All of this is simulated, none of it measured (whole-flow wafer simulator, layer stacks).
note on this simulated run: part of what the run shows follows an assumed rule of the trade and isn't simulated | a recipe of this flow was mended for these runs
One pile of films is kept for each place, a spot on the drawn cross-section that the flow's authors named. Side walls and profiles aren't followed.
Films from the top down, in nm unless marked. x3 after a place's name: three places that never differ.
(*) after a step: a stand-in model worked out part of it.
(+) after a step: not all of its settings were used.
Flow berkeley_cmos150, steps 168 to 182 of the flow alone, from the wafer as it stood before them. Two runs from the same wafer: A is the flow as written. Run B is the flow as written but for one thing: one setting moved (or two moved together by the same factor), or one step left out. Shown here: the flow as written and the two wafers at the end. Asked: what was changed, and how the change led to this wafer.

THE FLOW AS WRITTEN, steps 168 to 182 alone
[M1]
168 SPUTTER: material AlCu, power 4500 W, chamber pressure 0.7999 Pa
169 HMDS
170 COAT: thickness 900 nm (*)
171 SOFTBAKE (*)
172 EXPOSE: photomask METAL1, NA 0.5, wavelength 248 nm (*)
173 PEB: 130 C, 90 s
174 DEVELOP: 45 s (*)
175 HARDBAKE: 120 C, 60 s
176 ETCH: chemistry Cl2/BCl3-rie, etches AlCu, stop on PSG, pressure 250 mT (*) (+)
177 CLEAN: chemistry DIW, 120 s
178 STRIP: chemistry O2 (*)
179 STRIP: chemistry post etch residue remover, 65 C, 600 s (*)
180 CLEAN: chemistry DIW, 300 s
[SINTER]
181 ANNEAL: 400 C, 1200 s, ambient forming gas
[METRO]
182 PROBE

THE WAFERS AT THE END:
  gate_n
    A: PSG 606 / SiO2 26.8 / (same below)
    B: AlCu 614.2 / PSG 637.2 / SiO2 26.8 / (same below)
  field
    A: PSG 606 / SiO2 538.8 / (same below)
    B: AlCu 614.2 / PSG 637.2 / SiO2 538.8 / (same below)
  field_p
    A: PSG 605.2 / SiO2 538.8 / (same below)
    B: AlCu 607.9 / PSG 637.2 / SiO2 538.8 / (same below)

The cause: step 176, ETCH: chemistry Cl2/BCl3-rie, etches AlCu, stop on PSG, pressure 250 mT (*) (+), was left out.

How the change led to this, step by step:
  178 STRIP: chemistry O2 (*)
      contact: A thick-KrF-resist -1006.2 (all of it) | B thick-KrF-resist -1439.2 (all of it)
      m1: A thick-KrF-resist -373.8 (all of it) | B thick-KrF-resist -806.9 (all of it)
  179 STRIP: chemistry post etch residue remover, 65 C, 600 s (*)
      field, field_p, sd_n, gate_n, sd_p, gate_p: A nothing | B AlCu -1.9
Counting metal films that touch as one body, gate_n has 1 body; the flow as written gives 0 bodies.
Counting metal films that touch as one body, field has 1 body; the flow as written gives 0 bodies.
Counting metal films that touch as one body, field_p has 1 body; the flow as written gives 0 bodies.
